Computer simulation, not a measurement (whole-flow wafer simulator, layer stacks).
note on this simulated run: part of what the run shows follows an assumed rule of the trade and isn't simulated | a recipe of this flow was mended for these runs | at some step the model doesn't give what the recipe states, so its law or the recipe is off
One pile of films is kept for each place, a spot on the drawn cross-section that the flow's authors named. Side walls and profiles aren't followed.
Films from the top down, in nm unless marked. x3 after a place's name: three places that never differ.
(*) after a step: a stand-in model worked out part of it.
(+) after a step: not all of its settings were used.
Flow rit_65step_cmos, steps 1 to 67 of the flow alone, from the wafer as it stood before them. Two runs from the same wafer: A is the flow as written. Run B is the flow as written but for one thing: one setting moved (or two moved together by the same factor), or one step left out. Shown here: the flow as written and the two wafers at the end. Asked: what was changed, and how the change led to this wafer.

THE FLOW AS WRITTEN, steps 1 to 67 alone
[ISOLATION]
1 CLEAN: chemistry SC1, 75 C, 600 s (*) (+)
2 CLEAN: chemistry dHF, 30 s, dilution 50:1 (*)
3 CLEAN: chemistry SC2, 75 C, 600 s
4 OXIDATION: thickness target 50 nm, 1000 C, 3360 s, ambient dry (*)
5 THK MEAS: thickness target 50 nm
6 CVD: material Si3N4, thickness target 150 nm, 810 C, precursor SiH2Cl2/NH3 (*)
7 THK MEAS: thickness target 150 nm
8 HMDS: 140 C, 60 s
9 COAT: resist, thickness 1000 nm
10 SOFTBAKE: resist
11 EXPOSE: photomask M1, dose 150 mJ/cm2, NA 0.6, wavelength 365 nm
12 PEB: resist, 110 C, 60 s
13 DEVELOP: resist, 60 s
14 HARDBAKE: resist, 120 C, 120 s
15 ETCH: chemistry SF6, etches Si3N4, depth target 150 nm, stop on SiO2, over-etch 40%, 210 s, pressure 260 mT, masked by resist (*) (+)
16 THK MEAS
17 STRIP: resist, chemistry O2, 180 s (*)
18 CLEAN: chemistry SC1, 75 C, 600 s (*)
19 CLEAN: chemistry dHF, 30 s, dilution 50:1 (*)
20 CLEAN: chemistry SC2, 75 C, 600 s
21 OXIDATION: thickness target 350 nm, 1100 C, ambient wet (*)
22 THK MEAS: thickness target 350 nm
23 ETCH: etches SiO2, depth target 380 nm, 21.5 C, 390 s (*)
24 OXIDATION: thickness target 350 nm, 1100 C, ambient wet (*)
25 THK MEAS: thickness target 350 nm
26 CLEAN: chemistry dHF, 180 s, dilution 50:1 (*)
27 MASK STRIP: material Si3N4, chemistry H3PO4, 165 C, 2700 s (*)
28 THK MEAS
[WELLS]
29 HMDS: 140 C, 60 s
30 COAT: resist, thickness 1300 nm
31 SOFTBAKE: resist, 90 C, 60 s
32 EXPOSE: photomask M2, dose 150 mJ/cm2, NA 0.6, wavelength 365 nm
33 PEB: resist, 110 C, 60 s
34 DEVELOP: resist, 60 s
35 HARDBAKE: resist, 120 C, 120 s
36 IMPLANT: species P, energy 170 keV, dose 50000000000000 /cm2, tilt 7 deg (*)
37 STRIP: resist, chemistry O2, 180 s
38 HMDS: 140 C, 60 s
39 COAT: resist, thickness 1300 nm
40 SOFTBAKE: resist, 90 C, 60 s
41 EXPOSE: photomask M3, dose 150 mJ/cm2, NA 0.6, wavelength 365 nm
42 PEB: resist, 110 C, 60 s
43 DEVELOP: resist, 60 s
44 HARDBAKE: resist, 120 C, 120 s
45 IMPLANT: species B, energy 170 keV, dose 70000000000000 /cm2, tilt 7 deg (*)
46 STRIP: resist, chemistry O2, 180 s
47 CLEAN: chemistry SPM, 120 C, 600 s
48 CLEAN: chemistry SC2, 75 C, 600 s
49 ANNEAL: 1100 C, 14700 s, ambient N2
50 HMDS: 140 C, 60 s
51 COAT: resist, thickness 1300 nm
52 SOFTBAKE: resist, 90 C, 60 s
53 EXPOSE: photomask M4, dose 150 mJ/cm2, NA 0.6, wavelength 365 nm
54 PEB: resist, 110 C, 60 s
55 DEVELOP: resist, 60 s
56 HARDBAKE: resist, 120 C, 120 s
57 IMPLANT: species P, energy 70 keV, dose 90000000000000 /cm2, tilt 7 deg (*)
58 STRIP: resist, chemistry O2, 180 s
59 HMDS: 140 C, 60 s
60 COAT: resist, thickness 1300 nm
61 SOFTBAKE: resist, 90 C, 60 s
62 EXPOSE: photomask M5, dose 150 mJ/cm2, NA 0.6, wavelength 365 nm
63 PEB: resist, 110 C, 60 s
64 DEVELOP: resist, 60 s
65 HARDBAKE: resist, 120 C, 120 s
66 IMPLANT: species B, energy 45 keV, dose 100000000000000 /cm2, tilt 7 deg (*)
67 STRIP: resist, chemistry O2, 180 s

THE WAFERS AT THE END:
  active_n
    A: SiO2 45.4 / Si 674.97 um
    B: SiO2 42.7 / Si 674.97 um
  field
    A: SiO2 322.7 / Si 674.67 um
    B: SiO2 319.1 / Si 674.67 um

The cause: step 27, MASK STRIP: 169 C was run, where the flow has 165 C.

How the change led to this, step by step:
  27 MASK STRIP: material Si3N4, chemistry H3PO4, 165 C, 2700 s (*)
      active_n, active_p, gate_n and 7 more: A Si3N4 -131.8 (all of it), SiO2 -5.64 | B Si3N4 -131.8 (all of it), SiO2 -8.33
      field, field_pw, field_nw, field_p: A SiO2 -10.7 | B SiO2 -14.2
